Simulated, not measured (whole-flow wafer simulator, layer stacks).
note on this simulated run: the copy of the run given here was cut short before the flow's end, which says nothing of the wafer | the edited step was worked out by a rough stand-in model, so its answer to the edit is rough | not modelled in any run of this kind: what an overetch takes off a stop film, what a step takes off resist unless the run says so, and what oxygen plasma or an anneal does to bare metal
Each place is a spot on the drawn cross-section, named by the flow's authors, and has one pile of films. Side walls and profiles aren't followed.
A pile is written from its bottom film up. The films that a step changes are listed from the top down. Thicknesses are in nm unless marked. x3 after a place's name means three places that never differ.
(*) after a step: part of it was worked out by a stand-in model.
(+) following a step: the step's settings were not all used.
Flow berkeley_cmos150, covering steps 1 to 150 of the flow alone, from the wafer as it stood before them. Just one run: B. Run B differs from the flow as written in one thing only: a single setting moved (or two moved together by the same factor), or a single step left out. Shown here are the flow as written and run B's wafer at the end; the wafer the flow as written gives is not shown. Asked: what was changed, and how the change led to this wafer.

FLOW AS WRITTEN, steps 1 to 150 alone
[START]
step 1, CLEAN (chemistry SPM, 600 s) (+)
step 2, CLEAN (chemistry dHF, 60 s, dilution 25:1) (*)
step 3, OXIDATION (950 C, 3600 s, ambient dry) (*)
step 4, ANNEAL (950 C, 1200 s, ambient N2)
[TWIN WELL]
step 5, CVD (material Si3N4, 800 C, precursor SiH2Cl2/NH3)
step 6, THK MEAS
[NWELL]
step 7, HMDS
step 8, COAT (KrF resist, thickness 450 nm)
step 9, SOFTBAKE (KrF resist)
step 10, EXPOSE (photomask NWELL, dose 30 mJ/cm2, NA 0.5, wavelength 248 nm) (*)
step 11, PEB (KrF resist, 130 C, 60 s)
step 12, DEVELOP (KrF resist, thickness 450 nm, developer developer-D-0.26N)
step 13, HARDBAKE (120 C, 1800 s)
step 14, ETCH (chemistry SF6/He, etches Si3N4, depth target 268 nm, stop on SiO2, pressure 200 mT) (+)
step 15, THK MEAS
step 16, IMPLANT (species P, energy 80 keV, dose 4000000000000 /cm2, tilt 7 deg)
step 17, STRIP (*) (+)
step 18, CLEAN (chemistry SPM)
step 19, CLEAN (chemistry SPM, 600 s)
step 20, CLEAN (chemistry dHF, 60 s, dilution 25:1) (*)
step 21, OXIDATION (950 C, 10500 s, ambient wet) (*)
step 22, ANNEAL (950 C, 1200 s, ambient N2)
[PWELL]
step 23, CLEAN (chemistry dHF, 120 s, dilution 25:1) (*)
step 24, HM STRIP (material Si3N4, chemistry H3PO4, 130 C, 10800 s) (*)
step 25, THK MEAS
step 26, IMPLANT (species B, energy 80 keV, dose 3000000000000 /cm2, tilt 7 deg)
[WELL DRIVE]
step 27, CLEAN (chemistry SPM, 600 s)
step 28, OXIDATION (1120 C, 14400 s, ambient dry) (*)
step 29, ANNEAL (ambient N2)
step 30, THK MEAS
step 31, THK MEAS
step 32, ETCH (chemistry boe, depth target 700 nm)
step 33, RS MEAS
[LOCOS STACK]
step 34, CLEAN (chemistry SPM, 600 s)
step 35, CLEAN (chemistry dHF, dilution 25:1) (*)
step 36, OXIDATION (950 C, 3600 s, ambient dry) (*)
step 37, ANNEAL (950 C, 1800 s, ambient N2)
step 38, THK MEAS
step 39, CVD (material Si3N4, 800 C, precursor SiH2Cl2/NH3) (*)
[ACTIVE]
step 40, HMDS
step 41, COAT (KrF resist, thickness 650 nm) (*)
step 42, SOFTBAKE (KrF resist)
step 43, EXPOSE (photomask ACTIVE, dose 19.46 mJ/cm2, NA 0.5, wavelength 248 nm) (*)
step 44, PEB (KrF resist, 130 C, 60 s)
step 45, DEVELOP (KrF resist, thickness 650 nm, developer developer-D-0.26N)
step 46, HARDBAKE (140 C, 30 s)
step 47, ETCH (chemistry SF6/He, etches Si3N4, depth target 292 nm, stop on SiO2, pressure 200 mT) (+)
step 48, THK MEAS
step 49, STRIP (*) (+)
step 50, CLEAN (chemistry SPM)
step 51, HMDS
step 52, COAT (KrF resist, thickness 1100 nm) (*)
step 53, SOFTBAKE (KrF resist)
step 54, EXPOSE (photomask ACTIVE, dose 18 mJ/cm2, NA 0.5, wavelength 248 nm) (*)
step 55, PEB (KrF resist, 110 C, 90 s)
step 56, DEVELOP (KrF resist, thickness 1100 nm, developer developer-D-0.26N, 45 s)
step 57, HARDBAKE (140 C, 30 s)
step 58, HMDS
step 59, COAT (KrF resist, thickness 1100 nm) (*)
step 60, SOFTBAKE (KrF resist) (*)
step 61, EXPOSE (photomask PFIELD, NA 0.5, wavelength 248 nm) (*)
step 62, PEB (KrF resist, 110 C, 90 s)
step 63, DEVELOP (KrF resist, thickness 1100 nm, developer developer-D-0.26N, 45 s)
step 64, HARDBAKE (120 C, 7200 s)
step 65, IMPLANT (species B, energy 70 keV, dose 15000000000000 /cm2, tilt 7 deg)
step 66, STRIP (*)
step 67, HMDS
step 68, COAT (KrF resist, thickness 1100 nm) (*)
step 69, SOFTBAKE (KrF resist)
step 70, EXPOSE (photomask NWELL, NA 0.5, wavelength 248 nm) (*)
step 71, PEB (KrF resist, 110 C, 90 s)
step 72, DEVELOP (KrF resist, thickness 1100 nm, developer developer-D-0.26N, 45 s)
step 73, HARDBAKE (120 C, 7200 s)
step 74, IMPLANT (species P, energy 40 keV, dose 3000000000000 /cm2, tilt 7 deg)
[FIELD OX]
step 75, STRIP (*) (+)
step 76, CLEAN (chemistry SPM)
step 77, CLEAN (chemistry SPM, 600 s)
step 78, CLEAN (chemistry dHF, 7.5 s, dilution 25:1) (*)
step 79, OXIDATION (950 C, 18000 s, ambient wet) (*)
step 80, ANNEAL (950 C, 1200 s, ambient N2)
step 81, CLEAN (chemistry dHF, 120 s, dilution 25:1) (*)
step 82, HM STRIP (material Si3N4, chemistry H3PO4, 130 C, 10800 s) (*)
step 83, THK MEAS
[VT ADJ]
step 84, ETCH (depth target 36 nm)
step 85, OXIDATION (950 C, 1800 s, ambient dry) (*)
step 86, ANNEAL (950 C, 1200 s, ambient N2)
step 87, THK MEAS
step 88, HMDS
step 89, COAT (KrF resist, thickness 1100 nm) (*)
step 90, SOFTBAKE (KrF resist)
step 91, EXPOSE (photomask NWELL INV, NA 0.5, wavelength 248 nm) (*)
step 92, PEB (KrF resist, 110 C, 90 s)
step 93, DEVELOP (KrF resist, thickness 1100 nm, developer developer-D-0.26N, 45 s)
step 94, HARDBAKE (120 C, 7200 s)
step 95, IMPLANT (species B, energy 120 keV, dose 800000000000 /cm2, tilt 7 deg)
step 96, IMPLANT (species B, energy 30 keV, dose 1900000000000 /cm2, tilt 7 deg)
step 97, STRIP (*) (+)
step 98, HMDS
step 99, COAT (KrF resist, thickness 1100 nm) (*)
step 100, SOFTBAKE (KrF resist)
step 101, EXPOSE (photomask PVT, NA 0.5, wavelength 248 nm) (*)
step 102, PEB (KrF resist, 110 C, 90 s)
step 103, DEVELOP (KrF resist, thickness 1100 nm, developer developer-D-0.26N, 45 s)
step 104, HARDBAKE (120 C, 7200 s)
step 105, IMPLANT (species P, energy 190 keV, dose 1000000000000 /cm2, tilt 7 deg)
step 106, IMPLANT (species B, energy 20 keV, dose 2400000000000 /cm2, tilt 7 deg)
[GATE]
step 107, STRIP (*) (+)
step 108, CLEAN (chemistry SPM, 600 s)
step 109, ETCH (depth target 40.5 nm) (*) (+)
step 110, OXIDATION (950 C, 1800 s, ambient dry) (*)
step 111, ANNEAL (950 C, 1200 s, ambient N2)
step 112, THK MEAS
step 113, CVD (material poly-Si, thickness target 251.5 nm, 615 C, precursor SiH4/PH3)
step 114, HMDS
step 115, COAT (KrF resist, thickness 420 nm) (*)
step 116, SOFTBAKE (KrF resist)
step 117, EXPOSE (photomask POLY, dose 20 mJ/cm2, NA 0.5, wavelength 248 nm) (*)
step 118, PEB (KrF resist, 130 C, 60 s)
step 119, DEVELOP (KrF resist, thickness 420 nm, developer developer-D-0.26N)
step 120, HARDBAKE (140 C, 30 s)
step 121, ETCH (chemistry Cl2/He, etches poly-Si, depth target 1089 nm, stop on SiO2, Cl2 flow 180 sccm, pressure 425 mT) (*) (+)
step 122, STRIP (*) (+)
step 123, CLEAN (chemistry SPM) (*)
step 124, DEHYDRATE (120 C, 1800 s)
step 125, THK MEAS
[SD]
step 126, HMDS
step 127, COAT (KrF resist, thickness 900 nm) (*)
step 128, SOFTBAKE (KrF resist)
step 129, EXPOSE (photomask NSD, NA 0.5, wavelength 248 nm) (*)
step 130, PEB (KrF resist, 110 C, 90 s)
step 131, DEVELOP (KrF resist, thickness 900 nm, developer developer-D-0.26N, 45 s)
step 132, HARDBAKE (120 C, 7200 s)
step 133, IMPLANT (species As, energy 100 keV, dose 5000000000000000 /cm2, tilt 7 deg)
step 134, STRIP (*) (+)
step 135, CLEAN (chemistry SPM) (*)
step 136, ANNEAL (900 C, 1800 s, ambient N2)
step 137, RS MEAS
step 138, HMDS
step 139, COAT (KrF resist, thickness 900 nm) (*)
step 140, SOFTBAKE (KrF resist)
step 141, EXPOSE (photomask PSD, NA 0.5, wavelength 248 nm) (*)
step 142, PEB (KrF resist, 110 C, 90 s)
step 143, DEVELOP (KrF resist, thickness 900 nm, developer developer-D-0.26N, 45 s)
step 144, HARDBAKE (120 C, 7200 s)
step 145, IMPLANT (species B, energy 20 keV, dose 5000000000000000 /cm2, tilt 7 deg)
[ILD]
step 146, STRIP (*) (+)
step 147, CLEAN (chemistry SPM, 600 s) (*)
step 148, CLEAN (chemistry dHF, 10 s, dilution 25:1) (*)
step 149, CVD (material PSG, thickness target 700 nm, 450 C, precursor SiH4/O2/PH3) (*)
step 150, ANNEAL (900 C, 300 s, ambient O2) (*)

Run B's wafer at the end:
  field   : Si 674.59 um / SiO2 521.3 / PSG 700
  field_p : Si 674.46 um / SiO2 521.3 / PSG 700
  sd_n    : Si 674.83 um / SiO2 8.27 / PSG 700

Cause: step 110, OXIDATION: 900 s was run, while the flow as written has 1800 s.

How this came from the change, step by step:
  step 110, OXIDATION (950 C, 1800 s, ambient dry) (*)
      sd_n, gate_n, sd_p, gate_p, contact, m1: SiO2 gains 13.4 (new film), Si loses 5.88 (it would be, as written: SiO2 gains 20.4 (new film), Si loses 8.98)
      field, field_p: SiO2 gains 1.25, Si loses 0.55 (it would be, as written: SiO2 gains 2.49, Si loses 1.09)
